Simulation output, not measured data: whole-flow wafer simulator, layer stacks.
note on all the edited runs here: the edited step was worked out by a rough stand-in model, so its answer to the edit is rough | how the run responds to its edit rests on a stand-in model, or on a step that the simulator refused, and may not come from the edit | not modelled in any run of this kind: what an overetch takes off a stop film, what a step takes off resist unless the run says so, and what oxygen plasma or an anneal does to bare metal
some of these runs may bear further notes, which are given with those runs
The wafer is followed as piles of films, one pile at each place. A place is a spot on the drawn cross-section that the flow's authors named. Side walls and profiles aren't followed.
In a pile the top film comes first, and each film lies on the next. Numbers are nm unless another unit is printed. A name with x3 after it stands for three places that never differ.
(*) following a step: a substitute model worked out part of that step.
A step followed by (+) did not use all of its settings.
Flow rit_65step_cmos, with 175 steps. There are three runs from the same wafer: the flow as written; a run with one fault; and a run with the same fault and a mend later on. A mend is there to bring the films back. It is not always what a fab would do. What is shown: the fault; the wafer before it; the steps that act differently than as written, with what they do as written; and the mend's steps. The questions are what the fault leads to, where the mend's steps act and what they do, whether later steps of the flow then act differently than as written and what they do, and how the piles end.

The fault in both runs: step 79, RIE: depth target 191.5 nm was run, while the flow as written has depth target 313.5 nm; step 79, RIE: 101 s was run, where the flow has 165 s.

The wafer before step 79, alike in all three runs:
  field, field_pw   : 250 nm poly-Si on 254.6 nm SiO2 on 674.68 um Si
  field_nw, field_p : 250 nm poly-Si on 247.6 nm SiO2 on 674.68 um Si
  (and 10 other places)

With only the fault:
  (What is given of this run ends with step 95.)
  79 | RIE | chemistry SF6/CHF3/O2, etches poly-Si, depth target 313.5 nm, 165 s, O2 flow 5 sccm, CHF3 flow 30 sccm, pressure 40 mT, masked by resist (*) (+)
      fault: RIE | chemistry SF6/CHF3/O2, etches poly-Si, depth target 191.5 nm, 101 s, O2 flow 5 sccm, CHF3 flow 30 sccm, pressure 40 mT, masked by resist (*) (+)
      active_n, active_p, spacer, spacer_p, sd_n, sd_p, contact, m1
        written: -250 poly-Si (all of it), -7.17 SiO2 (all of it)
        fault: -191.5 poly-Si
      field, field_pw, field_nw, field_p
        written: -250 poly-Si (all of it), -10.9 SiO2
        fault: -191.5 poly-Si
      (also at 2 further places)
  Steps later in the flow that act otherwise than as written (1 other step is not shown; it differs only slightly, by no more than 2% or 0.5 nm, whichever is larger):
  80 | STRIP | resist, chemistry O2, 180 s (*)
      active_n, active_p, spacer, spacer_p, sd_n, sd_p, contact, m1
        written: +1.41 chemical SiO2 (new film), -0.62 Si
        fault: +1.41 chemical SiO2 (new film), -0.62 poly-Si
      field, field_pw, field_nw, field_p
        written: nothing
        fault: +1.41 chemical SiO2 (new film), -0.62 poly-Si
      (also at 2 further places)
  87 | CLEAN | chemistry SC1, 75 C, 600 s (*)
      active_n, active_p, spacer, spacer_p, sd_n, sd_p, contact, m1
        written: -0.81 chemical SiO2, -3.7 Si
        fault: -0.81 chemical SiO2, -3.7 poly-Si
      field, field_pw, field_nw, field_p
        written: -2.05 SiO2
        fault: -0.81 chemical SiO2, -3.7 poly-Si
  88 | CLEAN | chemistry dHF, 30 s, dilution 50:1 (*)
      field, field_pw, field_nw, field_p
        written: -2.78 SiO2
        fault: -0.6 chemical SiO2 (all of it)
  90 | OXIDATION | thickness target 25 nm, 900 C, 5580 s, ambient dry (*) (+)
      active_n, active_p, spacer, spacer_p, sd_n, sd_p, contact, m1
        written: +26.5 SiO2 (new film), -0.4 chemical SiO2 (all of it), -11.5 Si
        fault: +28.9 SiO2 (new film), -0.4 chemical SiO2 (all of it), -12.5 poly-Si
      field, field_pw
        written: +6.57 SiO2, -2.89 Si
        fault: +28.9 SiO2 (new film), -0.4 chemical SiO2 (all of it), -12.5 poly-Si
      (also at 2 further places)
  After step 95, at field, field_pw, field_nw and 9 more, the piles differ from the flow's by more than 2% or 0.5 nm, whichever is larger.
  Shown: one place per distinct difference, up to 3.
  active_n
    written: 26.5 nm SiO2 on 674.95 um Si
    fault: 28.9 nm SiO2 on 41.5 nm poly-Si on 7.17 nm SiO2 on 674.97 um Si
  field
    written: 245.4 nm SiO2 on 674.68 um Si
    fault: 28.9 nm SiO2 on 41.5 nm poly-Si on 254.6 nm SiO2 on 674.68 um Si
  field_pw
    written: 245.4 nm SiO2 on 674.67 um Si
    fault: 28.9 nm SiO2 on 41.5 nm poly-Si on 254.6 nm SiO2 on 674.68 um Si

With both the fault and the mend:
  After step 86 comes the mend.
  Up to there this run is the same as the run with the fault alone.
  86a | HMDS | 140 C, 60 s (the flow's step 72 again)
      does not change any film at any place that is followed
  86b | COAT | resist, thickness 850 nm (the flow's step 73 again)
      active_n, active_p
        +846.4 resist (new film)
      gate_n, gate_p
        +664.4 resist (new film)
      spacer, spacer_p
        +855.2 resist (new film)
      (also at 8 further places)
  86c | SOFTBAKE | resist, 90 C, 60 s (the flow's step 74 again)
      does not change any film at any place that is followed
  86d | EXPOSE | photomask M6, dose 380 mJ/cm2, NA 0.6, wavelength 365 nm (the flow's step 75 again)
      does not change any film at any place that is followed
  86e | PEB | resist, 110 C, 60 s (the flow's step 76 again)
      active_n, active_p, sd_p, contact, m1
        -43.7 resist
      field, field_nw
        -45.3 resist
      gate_n, gate_p
        -34 resist
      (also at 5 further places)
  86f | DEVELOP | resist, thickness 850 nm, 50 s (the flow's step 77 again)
      active_n, active_p
        -802.7 resist (all of it)
      spacer, spacer_p
        -811.1 resist (all of it)
      field
        -832.5 resist (all of it)
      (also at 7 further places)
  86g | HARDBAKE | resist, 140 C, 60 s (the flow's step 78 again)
      gate_n, gate_p
        -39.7 resist
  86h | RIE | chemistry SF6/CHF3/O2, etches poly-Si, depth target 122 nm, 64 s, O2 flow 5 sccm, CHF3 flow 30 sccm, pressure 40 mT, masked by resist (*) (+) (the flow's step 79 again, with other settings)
      active_n, active_p, spacer, spacer_p, sd_n, sd_p, contact, m1
        -1.41 chemical SiO2 (all of it), -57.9 poly-Si (all of it), -7.17 SiO2 (all of it)
      field, field_pw, field_nw, field_p
        -1.41 chemical SiO2 (all of it), -57.9 poly-Si (all of it), -11.1 SiO2
      gate_n, gate_p
        -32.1 resist
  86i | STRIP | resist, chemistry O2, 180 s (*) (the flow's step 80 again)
      active_n, active_p, spacer, spacer_p, sd_n, sd_p, contact, m1
        +1.41 chemical SiO2 (new film), -0.62 Si
      gate_n
        -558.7 resist (all of it), +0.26 chemical SiO2, -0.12 poly-Si
      gate_p
        -558.6 resist (all of it), +0.26 chemical SiO2, -0.12 poly-Si
  Later steps of the flow that are run all act as written at every place that is followed, up to a difference of at most 2% or 0.5 nm, whichever is larger.
  At the end the piles are close to the flow's at the places that both follow, differing by at most 2% or 0.5 nm, whichever is larger.
